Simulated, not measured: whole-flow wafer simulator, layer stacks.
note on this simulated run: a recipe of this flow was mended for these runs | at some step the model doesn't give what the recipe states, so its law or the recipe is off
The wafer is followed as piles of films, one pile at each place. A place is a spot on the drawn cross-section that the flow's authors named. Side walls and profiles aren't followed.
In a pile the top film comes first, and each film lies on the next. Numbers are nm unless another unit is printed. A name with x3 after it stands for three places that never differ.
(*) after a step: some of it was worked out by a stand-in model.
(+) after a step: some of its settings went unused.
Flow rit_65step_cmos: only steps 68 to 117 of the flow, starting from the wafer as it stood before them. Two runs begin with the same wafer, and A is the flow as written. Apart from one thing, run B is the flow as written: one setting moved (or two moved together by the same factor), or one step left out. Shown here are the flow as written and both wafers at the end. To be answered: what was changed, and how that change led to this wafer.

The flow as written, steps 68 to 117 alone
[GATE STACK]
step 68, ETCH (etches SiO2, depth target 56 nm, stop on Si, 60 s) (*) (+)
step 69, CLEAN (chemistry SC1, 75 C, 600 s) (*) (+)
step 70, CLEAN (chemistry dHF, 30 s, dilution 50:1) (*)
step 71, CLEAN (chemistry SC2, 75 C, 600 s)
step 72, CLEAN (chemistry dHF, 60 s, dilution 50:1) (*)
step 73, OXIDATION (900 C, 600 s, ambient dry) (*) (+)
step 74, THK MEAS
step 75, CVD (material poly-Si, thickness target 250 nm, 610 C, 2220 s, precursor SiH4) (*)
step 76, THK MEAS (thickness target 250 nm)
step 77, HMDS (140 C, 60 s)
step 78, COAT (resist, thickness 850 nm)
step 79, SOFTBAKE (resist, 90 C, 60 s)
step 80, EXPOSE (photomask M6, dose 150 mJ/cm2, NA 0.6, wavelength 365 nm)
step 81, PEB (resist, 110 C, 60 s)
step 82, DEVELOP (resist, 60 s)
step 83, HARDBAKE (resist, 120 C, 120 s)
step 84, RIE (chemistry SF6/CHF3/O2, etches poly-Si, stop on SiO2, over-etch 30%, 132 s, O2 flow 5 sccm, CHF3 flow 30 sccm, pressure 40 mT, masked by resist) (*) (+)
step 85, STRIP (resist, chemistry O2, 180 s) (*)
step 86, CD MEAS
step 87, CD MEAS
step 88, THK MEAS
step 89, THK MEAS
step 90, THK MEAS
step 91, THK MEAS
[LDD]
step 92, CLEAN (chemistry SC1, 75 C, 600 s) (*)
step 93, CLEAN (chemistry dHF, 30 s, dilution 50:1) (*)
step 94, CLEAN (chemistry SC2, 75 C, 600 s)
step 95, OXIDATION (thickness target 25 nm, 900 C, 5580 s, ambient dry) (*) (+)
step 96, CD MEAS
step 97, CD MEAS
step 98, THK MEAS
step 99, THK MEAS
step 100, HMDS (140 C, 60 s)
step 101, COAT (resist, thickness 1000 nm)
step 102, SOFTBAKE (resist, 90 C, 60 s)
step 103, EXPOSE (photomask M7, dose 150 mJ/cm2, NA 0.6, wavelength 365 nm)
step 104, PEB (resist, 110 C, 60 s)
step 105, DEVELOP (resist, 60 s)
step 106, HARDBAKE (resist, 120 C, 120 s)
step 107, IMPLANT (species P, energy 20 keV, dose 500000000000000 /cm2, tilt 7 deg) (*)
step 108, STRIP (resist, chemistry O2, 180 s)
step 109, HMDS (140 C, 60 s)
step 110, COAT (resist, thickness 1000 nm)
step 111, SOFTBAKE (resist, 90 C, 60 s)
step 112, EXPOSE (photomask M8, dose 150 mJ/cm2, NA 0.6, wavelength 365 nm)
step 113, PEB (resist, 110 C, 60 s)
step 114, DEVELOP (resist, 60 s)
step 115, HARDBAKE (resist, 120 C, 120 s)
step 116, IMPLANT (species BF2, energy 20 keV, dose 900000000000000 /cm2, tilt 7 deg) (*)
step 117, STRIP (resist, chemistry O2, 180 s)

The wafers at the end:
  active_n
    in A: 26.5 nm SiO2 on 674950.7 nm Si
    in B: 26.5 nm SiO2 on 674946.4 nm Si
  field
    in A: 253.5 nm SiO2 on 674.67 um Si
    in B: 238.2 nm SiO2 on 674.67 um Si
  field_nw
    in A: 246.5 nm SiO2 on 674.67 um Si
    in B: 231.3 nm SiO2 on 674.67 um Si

What caused this: step 75, CVD: thickness target 160 nm was run, while the flow as written has thickness target 250 nm; step 75, CVD: 1421 s was run, where the flow has 2220 s.

The path from the change to this, step by step:
  step 75, CVD (material poly-Si, thickness target 250 nm, 610 C, 2220 s, precursor SiH4) (*)
      field, field_pw, field_nw and 11 more: A +250 poly-Si (new film) | B +160 poly-Si (new film)
  step 84, RIE (chemistry SF6/CHF3/O2, etches poly-Si, stop on SiO2, over-etch 30%, 132 s, O2 flow 5 sccm, CHF3 flow 30 sccm, pressure 40 mT, masked by resist) (*) (+)
      active_n, active_p, spacer, spacer_p, sd_n, sd_p, contact, m1: A -250 poly-Si (all of it), -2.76 SiO2 | B -160 poly-Si (all of it), -7.17 SiO2 (all of it)
      field, field_pw, field_nw, field_p: A -250 poly-Si (all of it), -2.76 SiO2 | B -160 poly-Si (all of it), -18.3 SiO2
  step 85, STRIP (resist, chemistry O2, 180 s) (*)
      active_n, active_p, spacer, spacer_p, sd_n, sd_p, contact, m1: A nothing | B +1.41 chemical SiO2 (new film), -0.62 Si
  step 92, CLEAN (chemistry SC1, 75 C, 600 s) (*)
      active_n, active_p, spacer, spacer_p, sd_n, sd_p, contact, m1: A -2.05 SiO2 | B -0.81 chemical SiO2, -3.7 Si
  step 93, CLEAN (chemistry dHF, 30 s, dilution 50:1) (*)
      active_n, active_p, spacer, spacer_p, sd_n, sd_p, contact, m1: A -2.36 SiO2 (all of it) | B -0.6 chemical SiO2 (all of it)
  step 101, COAT (resist, thickness 1000 nm)
      gate_n, gate_p: A +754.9 resist (new film) | B +834.4 resist (new film)
  step 104, PEB (resist, 110 C, 60 s)
      gate_n, gate_p: A -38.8 resist | B -43 resist
  step 105, DEVELOP (resist, 60 s)
      gate_n: A -716.2 resist (all of it) | B -791.4 resist (all of it)
  step 106, HARDBAKE (resist, 120 C, 120 s)
      gate_p: A -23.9 resist | B -26.7 resist
  step 108, STRIP (resist, chemistry O2, 180 s)
      gate_p: A -692.2 resist (all of it) | B -764.7 resist (all of it)
  step 110, COAT (resist, thickness 1000 nm)
      gate_n, gate_p: A +754.9 resist (new film) | B +834.4 resist (new film)
  step 113, PEB (resist, 110 C, 60 s)
      gate_n, gate_p: A -38.8 resist | B -43 resist
  step 114, DEVELOP (resist, 60 s)
      gate_p: A -716.1 resist (all of it) | B -791.4 resist (all of it)
  step 115, HARDBAKE (resist, 120 C, 120 s)
      gate_n: A -23.9 resist | B -26.7 resist
  step 117, STRIP (resist, chemistry O2, 180 s)
      gate_n: A -692.2 resist (all of it) | B -764.7 resist (all of it)
